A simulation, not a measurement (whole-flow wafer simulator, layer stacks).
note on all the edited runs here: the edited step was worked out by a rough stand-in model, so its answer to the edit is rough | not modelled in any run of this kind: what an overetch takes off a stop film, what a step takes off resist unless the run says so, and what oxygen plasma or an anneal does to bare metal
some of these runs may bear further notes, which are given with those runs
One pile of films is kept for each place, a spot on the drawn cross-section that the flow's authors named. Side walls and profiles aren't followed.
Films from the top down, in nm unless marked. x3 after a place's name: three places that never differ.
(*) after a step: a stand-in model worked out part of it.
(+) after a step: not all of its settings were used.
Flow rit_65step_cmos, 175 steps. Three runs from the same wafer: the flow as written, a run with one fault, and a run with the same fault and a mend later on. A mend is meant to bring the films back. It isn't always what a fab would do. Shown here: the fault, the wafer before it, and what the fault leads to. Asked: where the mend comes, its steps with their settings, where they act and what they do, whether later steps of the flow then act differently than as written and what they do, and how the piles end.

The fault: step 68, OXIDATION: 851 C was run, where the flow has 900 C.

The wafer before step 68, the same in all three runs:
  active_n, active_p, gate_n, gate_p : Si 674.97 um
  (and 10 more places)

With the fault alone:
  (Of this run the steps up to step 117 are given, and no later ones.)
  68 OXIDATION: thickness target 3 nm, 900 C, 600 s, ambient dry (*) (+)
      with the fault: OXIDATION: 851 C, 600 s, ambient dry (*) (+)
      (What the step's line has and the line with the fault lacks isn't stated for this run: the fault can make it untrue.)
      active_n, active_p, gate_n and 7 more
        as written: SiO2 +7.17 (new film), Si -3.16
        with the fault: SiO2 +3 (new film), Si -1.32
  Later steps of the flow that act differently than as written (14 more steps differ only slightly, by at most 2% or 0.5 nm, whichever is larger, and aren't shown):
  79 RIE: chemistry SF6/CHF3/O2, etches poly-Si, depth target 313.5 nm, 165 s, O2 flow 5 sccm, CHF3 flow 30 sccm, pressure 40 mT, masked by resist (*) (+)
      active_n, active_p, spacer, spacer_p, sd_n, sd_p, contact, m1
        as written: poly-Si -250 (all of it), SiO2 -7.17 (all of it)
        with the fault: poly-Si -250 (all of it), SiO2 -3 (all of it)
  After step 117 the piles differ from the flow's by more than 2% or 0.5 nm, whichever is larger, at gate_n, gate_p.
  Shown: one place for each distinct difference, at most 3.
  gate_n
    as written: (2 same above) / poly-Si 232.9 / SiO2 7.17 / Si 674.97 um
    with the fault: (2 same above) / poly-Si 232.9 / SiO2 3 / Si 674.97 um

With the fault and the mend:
  The mend comes after step 69.
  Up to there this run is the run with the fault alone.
  69a OXIDATION: 900 C, 488.4 s, ambient dry (*) (+) (the flow's step 68 once more, with other settings)
      active_n, active_p, gate_n and 7 more
        SiO2 +4, Si -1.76
  No later step of the flow acts differently than as written, at any place that is followed, by more than 2% or 0.5 nm, whichever is larger.
  At the end the piles differ from the flow's only slightly at the places that both follow, by at most 2% or 0.5 nm, whichever is larger.
